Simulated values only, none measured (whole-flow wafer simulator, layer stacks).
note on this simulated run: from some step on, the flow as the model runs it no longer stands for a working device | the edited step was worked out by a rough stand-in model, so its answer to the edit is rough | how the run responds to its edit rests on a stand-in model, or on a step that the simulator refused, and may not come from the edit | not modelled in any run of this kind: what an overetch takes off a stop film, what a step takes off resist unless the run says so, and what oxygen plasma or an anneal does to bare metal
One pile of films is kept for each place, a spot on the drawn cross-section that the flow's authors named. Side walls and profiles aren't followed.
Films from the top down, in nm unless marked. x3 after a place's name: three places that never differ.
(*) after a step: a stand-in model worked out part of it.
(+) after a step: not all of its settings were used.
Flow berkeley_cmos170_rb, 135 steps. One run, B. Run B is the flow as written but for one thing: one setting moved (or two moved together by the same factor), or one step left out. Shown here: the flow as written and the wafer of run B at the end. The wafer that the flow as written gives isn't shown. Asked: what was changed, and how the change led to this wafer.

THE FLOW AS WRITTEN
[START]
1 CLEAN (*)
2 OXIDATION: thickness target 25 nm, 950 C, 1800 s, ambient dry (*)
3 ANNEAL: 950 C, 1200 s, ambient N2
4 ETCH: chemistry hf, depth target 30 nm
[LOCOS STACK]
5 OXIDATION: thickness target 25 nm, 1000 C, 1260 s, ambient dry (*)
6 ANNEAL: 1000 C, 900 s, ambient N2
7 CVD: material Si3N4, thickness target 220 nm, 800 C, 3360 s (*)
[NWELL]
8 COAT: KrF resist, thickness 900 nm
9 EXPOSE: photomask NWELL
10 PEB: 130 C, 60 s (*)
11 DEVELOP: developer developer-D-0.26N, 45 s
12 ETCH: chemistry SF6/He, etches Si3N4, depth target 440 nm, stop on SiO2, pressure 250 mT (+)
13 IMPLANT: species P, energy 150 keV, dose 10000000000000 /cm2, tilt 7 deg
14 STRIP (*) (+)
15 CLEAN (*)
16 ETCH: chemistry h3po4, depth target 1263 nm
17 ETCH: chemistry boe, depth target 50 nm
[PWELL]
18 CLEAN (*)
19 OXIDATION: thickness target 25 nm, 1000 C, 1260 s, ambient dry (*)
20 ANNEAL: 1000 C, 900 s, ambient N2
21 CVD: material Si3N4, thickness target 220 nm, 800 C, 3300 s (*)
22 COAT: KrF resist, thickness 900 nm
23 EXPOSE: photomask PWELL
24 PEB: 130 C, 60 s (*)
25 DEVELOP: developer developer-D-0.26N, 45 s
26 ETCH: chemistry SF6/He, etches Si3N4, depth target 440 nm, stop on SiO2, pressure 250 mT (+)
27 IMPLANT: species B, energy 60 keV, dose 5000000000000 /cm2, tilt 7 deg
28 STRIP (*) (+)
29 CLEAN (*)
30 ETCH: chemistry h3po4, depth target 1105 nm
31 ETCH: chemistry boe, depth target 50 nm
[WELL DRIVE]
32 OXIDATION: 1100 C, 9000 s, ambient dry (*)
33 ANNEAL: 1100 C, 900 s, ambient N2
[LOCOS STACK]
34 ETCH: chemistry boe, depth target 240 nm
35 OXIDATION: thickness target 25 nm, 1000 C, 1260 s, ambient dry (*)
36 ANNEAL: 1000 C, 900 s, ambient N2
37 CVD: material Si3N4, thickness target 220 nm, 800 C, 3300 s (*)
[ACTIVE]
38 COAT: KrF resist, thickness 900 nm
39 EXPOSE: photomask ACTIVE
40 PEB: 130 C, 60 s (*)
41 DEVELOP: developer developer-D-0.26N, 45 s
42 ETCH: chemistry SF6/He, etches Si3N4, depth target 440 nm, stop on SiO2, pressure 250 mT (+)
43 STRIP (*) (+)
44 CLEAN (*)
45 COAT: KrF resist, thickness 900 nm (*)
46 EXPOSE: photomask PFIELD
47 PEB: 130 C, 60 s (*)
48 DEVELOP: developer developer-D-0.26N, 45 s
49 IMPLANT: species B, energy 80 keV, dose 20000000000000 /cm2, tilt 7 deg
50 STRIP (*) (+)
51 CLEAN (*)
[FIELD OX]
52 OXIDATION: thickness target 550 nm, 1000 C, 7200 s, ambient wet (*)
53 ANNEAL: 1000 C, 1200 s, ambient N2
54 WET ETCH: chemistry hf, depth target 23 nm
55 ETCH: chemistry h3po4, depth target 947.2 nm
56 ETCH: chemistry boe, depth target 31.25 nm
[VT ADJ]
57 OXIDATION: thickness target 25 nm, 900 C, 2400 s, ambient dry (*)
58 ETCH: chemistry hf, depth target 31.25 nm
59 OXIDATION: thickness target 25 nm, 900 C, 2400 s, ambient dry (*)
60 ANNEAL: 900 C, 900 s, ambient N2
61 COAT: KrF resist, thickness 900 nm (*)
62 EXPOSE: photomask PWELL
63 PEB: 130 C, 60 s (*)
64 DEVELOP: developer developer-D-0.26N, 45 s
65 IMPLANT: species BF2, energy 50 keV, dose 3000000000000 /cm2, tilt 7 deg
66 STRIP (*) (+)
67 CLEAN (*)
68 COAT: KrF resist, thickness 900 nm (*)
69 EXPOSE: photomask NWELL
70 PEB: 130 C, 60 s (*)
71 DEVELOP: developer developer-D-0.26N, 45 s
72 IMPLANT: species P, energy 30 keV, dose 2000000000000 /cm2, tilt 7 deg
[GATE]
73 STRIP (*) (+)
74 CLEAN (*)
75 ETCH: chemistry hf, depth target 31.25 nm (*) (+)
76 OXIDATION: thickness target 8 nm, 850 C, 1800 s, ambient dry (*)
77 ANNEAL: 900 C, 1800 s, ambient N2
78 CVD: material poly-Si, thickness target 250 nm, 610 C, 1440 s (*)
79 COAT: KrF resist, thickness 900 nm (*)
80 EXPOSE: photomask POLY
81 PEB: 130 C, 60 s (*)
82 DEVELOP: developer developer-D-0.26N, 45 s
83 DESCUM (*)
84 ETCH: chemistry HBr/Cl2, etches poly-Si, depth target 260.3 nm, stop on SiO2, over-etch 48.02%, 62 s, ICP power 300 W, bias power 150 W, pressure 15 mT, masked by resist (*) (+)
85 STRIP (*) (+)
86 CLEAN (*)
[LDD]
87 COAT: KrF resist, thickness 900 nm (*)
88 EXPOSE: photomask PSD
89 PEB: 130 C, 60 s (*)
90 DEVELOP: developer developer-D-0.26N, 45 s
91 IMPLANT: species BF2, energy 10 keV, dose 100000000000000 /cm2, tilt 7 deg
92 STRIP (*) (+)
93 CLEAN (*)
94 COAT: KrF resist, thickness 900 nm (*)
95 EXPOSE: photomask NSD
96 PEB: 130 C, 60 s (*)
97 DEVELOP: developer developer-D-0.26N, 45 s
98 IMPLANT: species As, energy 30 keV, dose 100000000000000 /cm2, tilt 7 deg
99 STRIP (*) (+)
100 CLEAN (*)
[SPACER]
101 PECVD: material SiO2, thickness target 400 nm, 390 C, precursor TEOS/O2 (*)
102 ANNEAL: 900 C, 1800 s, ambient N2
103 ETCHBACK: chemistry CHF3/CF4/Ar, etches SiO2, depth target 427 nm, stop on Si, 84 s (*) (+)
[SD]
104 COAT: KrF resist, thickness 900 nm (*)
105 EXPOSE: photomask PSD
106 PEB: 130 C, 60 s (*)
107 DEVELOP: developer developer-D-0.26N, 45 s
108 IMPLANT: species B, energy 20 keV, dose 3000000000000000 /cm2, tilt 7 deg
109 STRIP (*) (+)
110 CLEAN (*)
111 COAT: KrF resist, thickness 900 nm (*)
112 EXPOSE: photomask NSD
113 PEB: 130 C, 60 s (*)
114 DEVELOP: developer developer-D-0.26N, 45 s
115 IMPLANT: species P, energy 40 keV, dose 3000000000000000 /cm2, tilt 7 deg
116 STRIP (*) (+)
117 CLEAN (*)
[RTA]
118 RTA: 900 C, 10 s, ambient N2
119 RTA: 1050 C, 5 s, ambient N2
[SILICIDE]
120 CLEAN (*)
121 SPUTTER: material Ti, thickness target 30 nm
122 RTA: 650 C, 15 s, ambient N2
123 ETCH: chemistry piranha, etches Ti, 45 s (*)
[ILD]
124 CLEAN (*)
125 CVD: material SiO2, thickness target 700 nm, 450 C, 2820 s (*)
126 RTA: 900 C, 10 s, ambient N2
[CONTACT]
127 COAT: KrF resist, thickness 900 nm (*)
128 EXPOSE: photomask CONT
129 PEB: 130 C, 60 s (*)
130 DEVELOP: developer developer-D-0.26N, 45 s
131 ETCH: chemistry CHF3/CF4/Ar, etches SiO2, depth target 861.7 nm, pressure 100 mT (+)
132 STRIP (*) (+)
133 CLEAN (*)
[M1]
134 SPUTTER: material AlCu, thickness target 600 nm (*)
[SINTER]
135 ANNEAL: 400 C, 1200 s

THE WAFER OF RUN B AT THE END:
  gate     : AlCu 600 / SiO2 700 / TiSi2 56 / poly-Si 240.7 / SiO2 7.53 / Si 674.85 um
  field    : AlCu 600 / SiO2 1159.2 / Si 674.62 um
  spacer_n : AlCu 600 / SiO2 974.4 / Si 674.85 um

The cause: step 78, CVD: thickness target 294 nm was run, where the flow has thickness target 250 nm; step 78, CVD: 1695 s was run, where the flow has 1440 s.

How the change led to this, step by step:
  78 CVD: material poly-Si, thickness target 250 nm, 610 C, 1440 s (*)
      field, sd_n, spacer_n and 6 more: poly-Si +294 (new film) (as written it would be: poly-Si +250 (new film))
  84 ETCH: chemistry HBr/Cl2, etches poly-Si, depth target 260.3 nm, stop on SiO2, over-etch 48.02%, 62 s, ICP power 300 W, bias power 150 W, pressure 15 mT, masked by resist (*) (+)
      field, sd_n, spacer_n, sd_p, spacer_p, contact, m1: poly-Si -294 (all of it), SiO2 -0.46 (as written it would be: poly-Si -250 (all of it), SiO2 -1.42)
  87 COAT: KrF resist, thickness 900 nm (*)
      gate: KrF resist +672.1 (new film) (as written it would be: KrF resist +706 (new film))
      gate_p: KrF resist +672.7 (new film) (as written it would be: KrF resist +706.3 (new film))
  90 DEVELOP: developer developer-D-0.26N, 45 s
      gate_p: KrF resist -672.7 (all of it) (as written it would be: KrF resist -706.3 (all of it))
  92 STRIP (*) (+)
      gate: KrF resist -657.9 (all of it) (as written it would be: KrF resist -691.8 (all of it))
  94 COAT: KrF resist, thickness 900 nm (*)
      gate: KrF resist +672.1 (new film) (as written it would be: KrF resist +706 (new film))
      gate_p: KrF resist +672.7 (new film) (as written it would be: KrF resist +706.3 (new film))
  97 DEVELOP: developer developer-D-0.26N, 45 s
      gate: KrF resist -672.1 (all of it) (as written it would be: KrF resist -706 (all of it))
  99 STRIP (*) (+)
      gate_p: KrF resist -658.5 (all of it) (as written it would be: KrF resist -692.1 (all of it))
  103 ETCHBACK: chemistry CHF3/CF4/Ar, etches SiO2, depth target 427 nm, stop on Si, 84 s (*) (+)
      spacer_n: SiO2 -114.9 (as written it would be: SiO2 -157.9)
      spacer_p: SiO2 -114.8 (as written it would be: SiO2 -157.9)
  104 COAT: KrF resist, thickness 900 nm (*)
      spacer_n: KrF resist +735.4 (new film) (as written it would be: KrF resist +766.3 (new film))
      gate: KrF resist +712 (new film) (as written it would be: KrF resist +742.1 (new film))
      (and at 2 more places)
  107 DEVELOP: developer developer-D-0.26N, 45 s
      spacer_p: KrF resist -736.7 (all of it) (as written it would be: KrF resist -767.7 (all of it))
      gate_p: KrF resist -713 (all of it) (as written it would be: KrF resist -743.2 (all of it))
  109 STRIP (*) (+)
      spacer_n: KrF resist -721.2 (all of it) (as written it would be: KrF resist -752.1 (all of it))
      gate: KrF resist -697.8 (all of it) (as written it would be: KrF resist -727.9 (all of it))
  111 COAT: KrF resist, thickness 900 nm (*)
      spacer_n: KrF resist +735.4 (new film) (as written it would be: KrF resist +766.3 (new film))
      gate: KrF resist +712 (new film) (as written it would be: KrF resist +742.1 (new film))
      (and at 2 more places)
  114 DEVELOP: developer developer-D-0.26N, 45 s
      spacer_n: KrF resist -735.4 (all of it) (as written it would be: KrF resist -766.3 (all of it))
      gate: KrF resist -712 (all of it) (as written it would be: KrF resist -742.1 (all of it))
  116 STRIP (*) (+)
      spacer_p: KrF resist -722.5 (all of it) (as written it would be: KrF resist -753.5 (all of it))
      gate_p: KrF resist -698.8 (all of it) (as written it would be: KrF resist -729 (all of it))
  127 COAT: KrF resist, thickness 900 nm (*)
      spacer_n: KrF resist +799.6 (new film) (as written it would be: KrF resist +819.8 (new film))
      gate: KrF resist +781.2 (new film) (as written it would be: KrF resist +798.4 (new film))
      (and at 2 more places)
  132 STRIP (*) (+)
      spacer_n: KrF resist -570 (all of it) (as written it would be: KrF resist -590.2 (all of it))
      gate: KrF resist -551.6 (all of it) (as written it would be: KrF resist -568.8 (all of it))
      (and at 3 more places)
